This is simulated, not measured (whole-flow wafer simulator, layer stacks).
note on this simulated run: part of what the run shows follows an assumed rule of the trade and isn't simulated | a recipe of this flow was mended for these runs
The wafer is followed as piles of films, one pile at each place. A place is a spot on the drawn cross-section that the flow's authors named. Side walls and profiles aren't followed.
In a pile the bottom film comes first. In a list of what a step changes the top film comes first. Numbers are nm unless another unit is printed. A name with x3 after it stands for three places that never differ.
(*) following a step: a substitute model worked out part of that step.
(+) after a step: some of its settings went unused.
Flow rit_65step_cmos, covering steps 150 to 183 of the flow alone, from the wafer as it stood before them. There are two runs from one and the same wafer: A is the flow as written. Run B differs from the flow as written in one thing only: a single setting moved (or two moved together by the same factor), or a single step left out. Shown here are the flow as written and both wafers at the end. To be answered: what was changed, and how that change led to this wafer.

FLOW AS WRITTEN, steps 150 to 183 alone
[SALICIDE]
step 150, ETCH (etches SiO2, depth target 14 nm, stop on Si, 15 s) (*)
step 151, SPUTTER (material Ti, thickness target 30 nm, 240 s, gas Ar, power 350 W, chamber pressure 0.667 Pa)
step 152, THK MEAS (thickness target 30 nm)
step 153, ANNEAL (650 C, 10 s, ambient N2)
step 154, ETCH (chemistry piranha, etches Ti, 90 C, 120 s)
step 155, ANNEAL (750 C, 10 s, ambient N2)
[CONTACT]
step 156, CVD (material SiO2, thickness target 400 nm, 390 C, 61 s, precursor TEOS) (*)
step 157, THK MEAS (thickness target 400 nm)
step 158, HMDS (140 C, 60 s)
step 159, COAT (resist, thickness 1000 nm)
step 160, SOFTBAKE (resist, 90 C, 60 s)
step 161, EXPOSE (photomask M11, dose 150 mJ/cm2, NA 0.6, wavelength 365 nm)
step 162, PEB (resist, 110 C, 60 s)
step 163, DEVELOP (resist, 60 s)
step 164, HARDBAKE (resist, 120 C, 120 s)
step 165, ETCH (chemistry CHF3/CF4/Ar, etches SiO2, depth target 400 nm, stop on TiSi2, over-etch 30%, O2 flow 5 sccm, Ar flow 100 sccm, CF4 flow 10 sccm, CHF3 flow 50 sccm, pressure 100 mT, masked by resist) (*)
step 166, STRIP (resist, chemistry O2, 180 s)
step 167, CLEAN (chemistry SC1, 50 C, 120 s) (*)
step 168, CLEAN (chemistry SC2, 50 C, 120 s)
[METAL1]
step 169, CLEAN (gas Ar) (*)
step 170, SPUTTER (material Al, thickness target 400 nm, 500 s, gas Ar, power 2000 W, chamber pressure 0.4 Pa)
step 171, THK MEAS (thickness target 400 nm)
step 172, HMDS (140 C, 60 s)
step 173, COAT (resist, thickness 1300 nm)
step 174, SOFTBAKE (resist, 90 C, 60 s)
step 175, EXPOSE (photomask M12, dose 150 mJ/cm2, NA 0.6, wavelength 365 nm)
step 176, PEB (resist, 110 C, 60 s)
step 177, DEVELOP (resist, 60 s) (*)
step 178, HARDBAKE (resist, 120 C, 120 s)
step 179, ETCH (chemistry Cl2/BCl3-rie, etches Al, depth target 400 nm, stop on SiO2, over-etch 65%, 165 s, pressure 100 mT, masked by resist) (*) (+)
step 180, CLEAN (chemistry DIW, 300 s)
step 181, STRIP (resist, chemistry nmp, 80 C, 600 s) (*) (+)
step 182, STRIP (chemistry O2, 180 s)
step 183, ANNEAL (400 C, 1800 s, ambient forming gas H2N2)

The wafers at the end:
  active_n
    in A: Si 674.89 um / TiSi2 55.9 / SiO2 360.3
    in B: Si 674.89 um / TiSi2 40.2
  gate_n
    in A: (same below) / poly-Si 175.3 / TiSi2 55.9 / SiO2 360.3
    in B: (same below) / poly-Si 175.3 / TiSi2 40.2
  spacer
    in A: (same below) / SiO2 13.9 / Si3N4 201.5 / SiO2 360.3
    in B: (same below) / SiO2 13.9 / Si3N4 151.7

What caused this: step 156, CVD: material SiO2, thickness target 400 nm, 390 C, 61 s, precursor TEOS (*), was skipped.

How this came from the change, step by step:
  step 159, COAT (resist, thickness 1000 nm)
      gate_n: A resist gains 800 (new film) | B resist gains 777.8 (new film)
      gate_p: A resist gains 799.9 (new film) | B resist gains 777.8 (new film)
      (also at 2 further places)
  step 162, PEB (resist, 110 C, 60 s)
      gate_n, gate_p: A resist loses 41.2 | B resist loses 40
      spacer: A resist loses 42.7 | B resist loses 41.8
      (also at 1 further place)
  step 164, HARDBAKE (resist, 120 C, 120 s)
      gate_n, gate_p: A resist loses 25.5 | B resist loses 24.7
      spacer: A resist loses 26.5 | B resist loses 25.8
      (also at 1 further place)
  step 165, ETCH (chemistry CHF3/CF4/Ar, etches SiO2, depth target 400 nm, stop on TiSi2, over-etch 30%, O2 flow 5 sccm, Ar flow 100 sccm, CF4 flow 10 sccm, CHF3 flow 50 sccm, pressure 100 mT, masked by resist) (*)
      contact: A SiO2 loses 400 (all of it), TiSi2 loses 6 | B TiSi2 loses 20
  step 166, STRIP (resist, chemistry O2, 180 s)
      gate_n: A resist loses 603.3 (all of it) | B resist loses 583.1 (all of it)
      gate_p: A resist loses 603.2 (all of it) | B resist loses 583 (all of it)
      (also at 3 further places)
  step 169, CLEAN (gas Ar) (*)
      active_n, active_p, gate_n, gate_p, sd_n, sd_p, m1: A SiO2 loses 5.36 | B TiSi2 loses 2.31
      spacer, spacer_p: A SiO2 loses 5.36 | B Si3N4 loses 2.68
  step 170, SPUTTER (material Al, thickness target 400 nm, 500 s, gas Ar, power 2000 W, chamber pressure 0.4 Pa)
      contact: A Al gains 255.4 (new film) | B Al gains 400 (new film)
  step 173, COAT (resist, thickness 1300 nm)
      contact: A resist gains 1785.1 (new film) | B resist gains 1316.8 (new film)
      m1: A resist gains 1256.4 (new film) | B resist gains 1297 (new film)
  step 176, PEB (resist, 110 C, 60 s)
      contact: A resist loses 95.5 | B resist loses 69.3
      m1: A resist loses 66.1 | B resist loses 68.2
  step 178, HARDBAKE (resist, 120 C, 120 s)
      contact: A resist loses 62.1 | B resist loses 44.1
      m1: A resist loses 42.1 | B resist loses 43.5
  step 179, ETCH (chemistry Cl2/BCl3-rie, etches Al, depth target 400 nm, stop on SiO2, over-etch 65%, 165 s, pressure 100 mT, masked by resist) (*) (+)
      active_n, active_p, gate_n, gate_p, sd_n, sd_p: A Al loses 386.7 (all of it), SiO2 loses 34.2 | B Al loses 386.7 (all of it), TiSi2 loses 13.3
      spacer, spacer_p: A Al loses 386.7 (all of it), SiO2 loses 34.2 | B Al loses 386.7 (all of it), Si3N4 loses 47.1
  step 181, STRIP (resist, chemistry nmp, 80 C, 600 s) (*) (+)
      contact: A resist loses 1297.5 (all of it) | B resist loses 873.4 (all of it)
      m1: A resist loses 818.2 (all of it) | B resist loses 855.3 (all of it)
